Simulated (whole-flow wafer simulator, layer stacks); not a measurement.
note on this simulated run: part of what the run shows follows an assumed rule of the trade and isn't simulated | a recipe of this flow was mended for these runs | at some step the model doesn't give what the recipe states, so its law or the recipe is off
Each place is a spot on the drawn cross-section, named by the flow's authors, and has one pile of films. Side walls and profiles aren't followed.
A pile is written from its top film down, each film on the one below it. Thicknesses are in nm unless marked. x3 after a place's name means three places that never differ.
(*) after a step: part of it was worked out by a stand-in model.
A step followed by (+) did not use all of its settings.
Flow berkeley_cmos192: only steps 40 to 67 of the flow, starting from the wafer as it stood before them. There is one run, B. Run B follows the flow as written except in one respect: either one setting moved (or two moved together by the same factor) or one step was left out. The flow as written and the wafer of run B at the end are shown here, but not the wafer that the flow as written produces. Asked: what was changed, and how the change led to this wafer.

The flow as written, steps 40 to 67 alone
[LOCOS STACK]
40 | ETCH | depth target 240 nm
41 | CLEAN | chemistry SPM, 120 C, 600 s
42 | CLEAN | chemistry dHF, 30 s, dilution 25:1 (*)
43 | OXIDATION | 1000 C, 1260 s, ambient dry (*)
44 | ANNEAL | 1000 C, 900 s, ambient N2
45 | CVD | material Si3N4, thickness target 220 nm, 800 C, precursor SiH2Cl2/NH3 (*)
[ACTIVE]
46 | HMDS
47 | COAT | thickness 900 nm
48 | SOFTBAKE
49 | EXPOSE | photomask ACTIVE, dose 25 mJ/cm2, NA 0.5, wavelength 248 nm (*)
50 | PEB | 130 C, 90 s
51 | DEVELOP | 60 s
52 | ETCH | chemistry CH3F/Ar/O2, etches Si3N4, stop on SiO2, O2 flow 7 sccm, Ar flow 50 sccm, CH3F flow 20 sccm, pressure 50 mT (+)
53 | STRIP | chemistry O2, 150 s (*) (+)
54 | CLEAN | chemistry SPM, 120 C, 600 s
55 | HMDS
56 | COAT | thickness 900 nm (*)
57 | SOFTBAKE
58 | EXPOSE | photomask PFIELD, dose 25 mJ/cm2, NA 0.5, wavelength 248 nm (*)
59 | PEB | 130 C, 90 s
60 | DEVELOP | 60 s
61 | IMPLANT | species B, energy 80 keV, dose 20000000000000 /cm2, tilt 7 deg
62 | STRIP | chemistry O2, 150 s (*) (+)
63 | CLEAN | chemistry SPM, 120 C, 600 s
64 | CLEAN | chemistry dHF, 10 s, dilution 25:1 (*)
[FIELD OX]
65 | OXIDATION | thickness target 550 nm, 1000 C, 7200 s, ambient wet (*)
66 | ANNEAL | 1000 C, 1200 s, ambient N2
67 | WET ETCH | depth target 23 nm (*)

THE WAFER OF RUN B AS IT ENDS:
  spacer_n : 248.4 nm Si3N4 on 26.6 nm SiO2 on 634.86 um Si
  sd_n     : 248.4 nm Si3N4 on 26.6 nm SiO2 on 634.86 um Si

Cause: step 45, CVD: 812 C was run, though the flow has 800 C.

Step by step, how the change led to this:
  45 | CVD | material Si3N4, thickness target 220 nm, 800 C, precursor SiH2Cl2/NH3 (*)
      field, sd_n, spacer_n and 6 more: Si3N4 gains 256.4 (new film) (in the flow as written it would be: Si3N4 gains 220 (new film))
  52 | ETCH | chemistry CH3F/Ar/O2, etches Si3N4, stop on SiO2, O2 flow 7 sccm, Ar flow 50 sccm, CH3F flow 20 sccm, pressure 50 mT (+)
      sd_n, spacer_n, gate, sd_p, spacer_p, gate_p, contact, m1: KrF-resist loses 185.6 (in the flow as written it would be: KrF-resist loses 161.3)
      field: Si3N4 loses 256.4 (all of it), SiO2 loses 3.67 (in the flow as written it would be: Si3N4 loses 220 (all of it), SiO2 loses 3.67)
  53 | STRIP | chemistry O2, 150 s (*) (+)
      sd_n, spacer_n, gate, sd_p, spacer_p, gate_p, contact, m1: KrF-resist loses 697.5 (all of it) (in the flow as written it would be: KrF-resist loses 721.7 (all of it))
  56 | COAT | thickness 900 nm (*)
      sd_n: KrF-resist gains 766.7 (new film) (in the flow as written it would be: KrF-resist gains 785.2 (new film))
      m1: KrF-resist gains 769.7 (new film) (in the flow as written it would be: KrF-resist gains 787.2 (new film))
  62 | STRIP | chemistry O2, 150 s (*) (+)
      sd_n: KrF-resist loses 750.1 (all of it) (in the flow as written it would be: KrF-resist loses 768.5 (all of it))
      m1: KrF-resist loses 753.1 (all of it) (in the flow as written it would be: KrF-resist loses 770.6 (all of it))
  65 | OXIDATION | thickness target 550 nm, 1000 C, 7200 s, ambient wet (*)
      sd_n, sd_p: SiO2 gains 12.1 (new film), Si3N4 loses 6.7 (in the flow as written it would be: SiO2 gains 12.1 (new film), Si3N4 loses 6.7, SiO2 gains 0.06, Si loses 0.06)
      gate: SiO2 gains 12.1 (new film), Si3N4 loses 6.7 (in the flow as written it would be: SiO2 gains 12.1 (new film), Si3N4 loses 6.7, SiO2 gains 0.05, Si loses 0.05)
